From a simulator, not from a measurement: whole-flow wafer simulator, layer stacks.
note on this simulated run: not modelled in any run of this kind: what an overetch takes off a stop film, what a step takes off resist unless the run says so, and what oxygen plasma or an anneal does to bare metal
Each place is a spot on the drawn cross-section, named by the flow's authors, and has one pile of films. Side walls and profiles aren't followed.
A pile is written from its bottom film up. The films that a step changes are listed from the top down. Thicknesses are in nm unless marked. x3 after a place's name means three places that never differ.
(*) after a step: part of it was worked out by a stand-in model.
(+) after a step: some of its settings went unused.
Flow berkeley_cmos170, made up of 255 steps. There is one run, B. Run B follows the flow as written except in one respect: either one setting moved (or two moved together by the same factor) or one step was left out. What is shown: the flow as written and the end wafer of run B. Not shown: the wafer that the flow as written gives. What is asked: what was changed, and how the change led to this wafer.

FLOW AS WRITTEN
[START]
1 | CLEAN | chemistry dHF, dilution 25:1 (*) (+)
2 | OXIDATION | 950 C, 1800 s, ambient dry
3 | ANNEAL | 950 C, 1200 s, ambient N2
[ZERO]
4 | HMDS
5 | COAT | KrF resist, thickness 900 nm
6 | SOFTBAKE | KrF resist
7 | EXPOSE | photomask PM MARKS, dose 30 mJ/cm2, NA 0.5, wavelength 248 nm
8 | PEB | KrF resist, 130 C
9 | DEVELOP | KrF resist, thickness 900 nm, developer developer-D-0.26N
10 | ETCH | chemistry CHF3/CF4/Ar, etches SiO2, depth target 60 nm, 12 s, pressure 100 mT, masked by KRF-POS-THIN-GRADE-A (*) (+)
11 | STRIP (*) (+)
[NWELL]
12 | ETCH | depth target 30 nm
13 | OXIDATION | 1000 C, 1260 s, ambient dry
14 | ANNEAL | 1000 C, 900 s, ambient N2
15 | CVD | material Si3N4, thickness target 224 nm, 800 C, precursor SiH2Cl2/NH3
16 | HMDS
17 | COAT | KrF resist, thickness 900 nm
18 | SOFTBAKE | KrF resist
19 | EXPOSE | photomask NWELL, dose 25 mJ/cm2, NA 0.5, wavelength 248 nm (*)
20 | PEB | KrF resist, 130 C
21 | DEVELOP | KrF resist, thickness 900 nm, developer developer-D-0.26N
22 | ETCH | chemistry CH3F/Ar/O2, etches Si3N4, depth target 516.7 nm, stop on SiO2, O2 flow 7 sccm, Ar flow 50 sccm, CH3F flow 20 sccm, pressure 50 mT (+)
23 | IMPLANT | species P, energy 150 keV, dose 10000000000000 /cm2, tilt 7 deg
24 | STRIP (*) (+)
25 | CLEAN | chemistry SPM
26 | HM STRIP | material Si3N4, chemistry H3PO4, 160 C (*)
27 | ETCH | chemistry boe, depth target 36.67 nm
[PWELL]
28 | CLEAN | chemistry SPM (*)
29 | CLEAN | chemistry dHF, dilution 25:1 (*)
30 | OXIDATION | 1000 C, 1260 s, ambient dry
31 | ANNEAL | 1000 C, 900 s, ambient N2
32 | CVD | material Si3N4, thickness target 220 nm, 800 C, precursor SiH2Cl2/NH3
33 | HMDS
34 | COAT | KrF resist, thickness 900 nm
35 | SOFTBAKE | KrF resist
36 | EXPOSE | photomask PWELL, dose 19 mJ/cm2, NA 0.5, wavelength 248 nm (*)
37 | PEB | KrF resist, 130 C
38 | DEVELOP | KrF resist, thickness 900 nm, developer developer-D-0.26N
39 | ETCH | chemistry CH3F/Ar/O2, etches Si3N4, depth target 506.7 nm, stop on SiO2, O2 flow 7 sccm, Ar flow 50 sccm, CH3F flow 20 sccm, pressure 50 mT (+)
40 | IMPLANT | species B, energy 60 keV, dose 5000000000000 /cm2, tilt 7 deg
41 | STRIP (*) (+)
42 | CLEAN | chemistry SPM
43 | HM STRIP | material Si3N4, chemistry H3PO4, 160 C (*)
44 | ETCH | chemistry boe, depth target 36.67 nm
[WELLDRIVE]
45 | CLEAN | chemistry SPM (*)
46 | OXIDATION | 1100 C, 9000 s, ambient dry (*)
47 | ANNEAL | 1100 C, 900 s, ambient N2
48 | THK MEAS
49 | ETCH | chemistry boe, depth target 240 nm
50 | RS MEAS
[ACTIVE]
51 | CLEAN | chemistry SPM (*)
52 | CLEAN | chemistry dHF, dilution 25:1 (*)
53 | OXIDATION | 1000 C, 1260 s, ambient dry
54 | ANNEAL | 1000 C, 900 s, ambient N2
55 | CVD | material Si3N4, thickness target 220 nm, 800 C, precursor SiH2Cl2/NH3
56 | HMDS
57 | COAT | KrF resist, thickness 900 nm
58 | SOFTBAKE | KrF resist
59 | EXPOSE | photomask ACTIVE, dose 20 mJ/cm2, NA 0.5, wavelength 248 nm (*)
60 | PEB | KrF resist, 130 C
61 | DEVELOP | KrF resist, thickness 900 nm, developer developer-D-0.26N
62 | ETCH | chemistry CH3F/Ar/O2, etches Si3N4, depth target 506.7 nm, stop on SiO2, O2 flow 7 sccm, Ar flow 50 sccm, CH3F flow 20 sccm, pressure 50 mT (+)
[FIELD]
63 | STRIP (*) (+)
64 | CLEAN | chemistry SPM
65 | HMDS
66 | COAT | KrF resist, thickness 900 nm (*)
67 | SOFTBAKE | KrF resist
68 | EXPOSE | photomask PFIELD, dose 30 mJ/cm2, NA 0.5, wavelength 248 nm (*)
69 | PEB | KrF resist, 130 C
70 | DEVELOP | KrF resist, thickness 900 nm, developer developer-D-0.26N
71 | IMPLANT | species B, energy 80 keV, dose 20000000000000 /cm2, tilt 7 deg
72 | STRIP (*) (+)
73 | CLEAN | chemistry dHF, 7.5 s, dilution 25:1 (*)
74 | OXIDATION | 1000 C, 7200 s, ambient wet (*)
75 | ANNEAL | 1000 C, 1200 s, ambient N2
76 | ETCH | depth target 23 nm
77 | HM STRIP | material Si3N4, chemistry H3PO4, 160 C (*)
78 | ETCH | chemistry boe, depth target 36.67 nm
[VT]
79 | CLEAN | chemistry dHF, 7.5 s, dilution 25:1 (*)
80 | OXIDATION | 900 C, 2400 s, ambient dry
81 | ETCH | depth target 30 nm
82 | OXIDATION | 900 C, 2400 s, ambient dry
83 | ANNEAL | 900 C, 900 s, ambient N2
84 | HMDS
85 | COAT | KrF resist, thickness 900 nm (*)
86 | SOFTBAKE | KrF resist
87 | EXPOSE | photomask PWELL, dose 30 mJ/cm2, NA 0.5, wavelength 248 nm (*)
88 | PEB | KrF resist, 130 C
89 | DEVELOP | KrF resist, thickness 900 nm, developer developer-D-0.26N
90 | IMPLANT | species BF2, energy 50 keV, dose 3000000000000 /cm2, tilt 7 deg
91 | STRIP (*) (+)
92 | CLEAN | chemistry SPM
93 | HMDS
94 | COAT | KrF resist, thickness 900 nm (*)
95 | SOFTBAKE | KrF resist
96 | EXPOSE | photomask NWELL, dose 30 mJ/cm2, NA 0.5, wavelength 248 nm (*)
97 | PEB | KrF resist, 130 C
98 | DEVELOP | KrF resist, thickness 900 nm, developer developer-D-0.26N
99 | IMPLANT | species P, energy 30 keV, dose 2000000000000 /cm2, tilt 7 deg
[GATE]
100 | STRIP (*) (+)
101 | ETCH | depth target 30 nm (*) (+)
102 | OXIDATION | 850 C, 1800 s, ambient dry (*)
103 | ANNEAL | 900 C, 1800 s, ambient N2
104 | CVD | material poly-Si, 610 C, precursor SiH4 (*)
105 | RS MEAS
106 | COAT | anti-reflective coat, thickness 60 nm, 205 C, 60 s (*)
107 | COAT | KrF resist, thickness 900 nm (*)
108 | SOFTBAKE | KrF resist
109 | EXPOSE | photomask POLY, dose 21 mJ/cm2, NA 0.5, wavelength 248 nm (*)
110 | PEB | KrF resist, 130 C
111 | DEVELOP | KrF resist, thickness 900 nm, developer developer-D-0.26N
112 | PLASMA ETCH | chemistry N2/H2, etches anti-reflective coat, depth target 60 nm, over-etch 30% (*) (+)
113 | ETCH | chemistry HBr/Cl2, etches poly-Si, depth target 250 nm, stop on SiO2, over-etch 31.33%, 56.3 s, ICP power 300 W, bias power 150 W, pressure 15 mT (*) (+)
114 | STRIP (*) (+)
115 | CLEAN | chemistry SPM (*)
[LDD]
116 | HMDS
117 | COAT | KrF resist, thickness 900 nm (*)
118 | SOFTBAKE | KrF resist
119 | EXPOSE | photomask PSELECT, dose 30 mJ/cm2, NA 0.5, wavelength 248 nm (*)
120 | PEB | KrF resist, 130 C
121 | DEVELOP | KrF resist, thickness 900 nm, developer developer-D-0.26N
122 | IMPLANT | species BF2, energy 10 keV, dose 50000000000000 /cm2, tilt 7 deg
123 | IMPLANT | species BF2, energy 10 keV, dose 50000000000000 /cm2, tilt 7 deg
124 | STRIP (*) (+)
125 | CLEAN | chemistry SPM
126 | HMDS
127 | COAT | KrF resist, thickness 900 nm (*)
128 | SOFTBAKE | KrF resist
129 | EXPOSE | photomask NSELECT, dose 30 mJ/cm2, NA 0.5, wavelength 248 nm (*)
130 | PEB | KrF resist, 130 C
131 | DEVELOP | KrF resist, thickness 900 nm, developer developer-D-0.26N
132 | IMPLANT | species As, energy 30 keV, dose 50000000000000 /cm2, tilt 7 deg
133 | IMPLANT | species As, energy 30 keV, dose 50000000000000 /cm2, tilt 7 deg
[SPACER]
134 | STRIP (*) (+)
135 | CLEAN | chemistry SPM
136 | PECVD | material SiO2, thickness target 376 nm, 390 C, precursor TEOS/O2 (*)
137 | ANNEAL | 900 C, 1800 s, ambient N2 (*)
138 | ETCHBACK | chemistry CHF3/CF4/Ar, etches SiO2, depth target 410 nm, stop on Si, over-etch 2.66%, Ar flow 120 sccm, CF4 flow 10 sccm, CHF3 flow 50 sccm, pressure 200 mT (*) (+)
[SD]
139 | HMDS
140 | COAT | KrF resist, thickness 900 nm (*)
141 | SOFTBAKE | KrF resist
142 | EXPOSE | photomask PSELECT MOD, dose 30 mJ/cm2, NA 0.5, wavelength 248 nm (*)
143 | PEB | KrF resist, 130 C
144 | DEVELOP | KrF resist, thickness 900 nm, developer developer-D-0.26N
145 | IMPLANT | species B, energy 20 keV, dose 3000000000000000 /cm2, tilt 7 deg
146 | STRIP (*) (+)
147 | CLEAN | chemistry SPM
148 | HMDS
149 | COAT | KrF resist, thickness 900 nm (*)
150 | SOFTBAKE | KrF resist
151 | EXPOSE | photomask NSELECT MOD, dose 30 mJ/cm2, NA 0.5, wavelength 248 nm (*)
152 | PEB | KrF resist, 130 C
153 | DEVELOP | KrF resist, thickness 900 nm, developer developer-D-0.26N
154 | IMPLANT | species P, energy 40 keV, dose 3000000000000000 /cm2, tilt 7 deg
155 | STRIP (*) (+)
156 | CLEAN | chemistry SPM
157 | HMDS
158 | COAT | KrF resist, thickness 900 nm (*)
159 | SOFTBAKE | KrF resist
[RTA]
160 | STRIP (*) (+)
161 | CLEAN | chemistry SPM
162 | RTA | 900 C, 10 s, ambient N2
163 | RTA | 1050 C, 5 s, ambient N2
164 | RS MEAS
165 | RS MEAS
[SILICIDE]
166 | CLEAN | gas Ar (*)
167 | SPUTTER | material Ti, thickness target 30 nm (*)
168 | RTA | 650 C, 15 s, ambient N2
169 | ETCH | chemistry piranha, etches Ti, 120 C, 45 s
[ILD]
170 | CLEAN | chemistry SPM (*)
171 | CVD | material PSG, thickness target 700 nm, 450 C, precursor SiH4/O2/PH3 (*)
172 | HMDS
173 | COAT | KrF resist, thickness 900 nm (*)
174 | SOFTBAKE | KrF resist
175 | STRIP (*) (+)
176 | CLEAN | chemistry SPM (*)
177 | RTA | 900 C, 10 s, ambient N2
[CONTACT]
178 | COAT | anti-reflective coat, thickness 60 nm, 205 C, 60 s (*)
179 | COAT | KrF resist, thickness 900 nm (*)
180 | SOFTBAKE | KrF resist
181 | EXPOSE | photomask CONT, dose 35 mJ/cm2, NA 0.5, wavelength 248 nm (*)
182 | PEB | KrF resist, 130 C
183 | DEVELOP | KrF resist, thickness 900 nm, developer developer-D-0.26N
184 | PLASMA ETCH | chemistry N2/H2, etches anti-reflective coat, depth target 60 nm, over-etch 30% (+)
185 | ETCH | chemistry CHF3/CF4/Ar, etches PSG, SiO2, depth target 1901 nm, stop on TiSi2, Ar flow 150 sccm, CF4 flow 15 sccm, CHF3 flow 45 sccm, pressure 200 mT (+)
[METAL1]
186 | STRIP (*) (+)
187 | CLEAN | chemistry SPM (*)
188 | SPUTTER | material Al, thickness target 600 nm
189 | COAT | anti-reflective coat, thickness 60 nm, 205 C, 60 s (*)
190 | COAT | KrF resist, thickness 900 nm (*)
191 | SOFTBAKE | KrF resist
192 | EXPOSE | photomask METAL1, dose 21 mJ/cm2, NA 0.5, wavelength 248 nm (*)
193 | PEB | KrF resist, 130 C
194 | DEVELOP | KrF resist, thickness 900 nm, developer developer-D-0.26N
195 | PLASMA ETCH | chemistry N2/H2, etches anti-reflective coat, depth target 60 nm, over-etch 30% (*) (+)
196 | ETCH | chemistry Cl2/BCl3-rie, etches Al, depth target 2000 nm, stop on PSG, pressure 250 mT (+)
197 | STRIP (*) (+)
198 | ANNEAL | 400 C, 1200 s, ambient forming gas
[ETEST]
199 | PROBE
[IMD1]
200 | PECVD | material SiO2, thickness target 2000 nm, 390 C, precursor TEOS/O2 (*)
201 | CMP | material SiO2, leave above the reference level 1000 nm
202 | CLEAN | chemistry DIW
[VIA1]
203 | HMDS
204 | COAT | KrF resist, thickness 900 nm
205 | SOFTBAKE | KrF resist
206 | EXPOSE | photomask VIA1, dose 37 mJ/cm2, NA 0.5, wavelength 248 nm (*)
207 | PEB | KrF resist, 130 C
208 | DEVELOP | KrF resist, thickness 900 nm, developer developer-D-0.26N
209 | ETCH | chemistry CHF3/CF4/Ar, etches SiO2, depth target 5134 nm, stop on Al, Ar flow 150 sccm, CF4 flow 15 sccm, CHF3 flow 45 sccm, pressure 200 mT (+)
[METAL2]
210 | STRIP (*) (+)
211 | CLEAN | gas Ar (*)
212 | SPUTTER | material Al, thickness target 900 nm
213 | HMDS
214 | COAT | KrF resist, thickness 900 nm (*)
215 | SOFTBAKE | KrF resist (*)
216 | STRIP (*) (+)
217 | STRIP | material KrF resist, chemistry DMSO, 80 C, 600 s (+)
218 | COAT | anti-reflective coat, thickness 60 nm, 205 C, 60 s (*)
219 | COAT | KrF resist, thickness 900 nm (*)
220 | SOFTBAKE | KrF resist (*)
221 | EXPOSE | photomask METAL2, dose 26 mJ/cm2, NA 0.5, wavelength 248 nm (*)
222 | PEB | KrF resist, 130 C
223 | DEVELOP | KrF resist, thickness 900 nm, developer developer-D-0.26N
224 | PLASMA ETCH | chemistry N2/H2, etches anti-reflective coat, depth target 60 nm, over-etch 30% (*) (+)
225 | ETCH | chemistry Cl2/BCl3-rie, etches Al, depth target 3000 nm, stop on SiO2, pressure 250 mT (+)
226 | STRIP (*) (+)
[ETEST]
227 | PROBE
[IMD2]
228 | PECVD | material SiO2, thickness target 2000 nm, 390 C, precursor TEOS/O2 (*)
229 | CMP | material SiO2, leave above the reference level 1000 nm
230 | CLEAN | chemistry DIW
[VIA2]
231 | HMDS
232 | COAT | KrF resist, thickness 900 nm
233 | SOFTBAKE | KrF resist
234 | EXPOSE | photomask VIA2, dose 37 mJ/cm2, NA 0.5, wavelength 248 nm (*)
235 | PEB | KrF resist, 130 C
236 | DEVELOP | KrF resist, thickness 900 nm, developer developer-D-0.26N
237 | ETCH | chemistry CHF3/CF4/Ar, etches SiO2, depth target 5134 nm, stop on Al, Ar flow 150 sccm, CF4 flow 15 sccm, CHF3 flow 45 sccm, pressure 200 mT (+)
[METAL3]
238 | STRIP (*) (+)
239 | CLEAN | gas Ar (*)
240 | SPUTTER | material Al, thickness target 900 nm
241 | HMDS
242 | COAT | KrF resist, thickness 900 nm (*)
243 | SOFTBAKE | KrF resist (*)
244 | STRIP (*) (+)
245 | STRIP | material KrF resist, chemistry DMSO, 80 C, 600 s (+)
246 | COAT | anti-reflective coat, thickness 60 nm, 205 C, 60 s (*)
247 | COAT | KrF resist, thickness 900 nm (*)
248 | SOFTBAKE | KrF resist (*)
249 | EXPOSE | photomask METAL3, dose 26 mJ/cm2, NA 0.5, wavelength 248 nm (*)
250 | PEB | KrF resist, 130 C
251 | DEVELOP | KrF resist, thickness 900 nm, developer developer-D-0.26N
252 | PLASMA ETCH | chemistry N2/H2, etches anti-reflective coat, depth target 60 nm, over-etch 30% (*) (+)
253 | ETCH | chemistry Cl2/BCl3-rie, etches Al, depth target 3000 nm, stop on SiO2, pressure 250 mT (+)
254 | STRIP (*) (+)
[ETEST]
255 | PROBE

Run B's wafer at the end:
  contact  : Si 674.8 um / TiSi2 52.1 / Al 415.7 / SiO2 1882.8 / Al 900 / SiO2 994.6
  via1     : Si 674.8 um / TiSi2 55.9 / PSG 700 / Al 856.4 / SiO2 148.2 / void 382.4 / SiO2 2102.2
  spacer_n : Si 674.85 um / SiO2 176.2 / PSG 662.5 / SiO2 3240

What caused this: step 240, SPUTTER: material Al, thickness target 900 nm, was omitted.

Step by step, how the change led to this:
  242 | COAT | KrF resist, thickness 900 nm (*)
      via2: KrF resist gains 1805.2 (new film) (it would be, as written: KrF resist gains 2425.4 (new film))
  244 | STRIP (*) (+)
      via2: KrF resist loses 1805.2 (all of it) (it would be, as written: KrF resist loses 2425.4 (all of it))
  246 | COAT | anti-reflective coat, thickness 60 nm, 205 C, 60 s (*)
      m1: anti-reflective coat gains 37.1 (new film) (it would be, as written: anti-reflective coat gains 41 (new film))
      via1: anti-reflective coat gains 57.2 (new film) (it would be, as written: anti-reflective coat gains 58.9 (new film))
      (and at 2 other places as well)
  247 | COAT | KrF resist, thickness 900 nm (*)
      via2: KrF resist gains 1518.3 (new film) (it would be, as written: KrF resist gains 1869.1 (new film))
  250 | PEB | KrF resist, 130 C
      via2: KrF resist loses 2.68 (it would be, as written: KrF resist loses 3.46)
  253 | ETCH | chemistry Cl2/BCl3-rie, etches Al, depth target 3000 nm, stop on SiO2, pressure 250 mT (+)
      field, sd_n, spacer_n, gate_n, sd_p, spacer_p, gate_p: SiO2 loses 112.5 (it would be, as written: Al loses 900 (all of it), SiO2 loses 56.2)
      contact, m1, via1, m2, via2: KrF resist loses 450 (it would be, as written: KrF resist loses 675)
  254 | STRIP (*) (+)
      contact: KrF resist loses 385 (all of it), anti-reflective coat loses 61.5 (all of it) (it would be, as written: KrF resist loses 161.3 (all of it), anti-reflective coat loses 61.1 (all of it))
      m1: KrF resist loses 375.4 (all of it), anti-reflective coat loses 37.1 (all of it) (it would be, as written: KrF resist loses 158.8 (all of it), anti-reflective coat loses 41 (all of it))
      (and at 3 other places as well)
Taking metal films that touch as one body, contact has 2 bodies (between them, from the top down: SiO2 1882.8); the flow as written gives 3 bodies (between them, from the top down: SiO2 994.6; SiO2 1882.8).
Taking metal films that touch as one body, via1 has 1 body; the flow as written gives 2 bodies (between them, from the top down: SiO2 2102.2 / void 382.4 / SiO2 148.2).
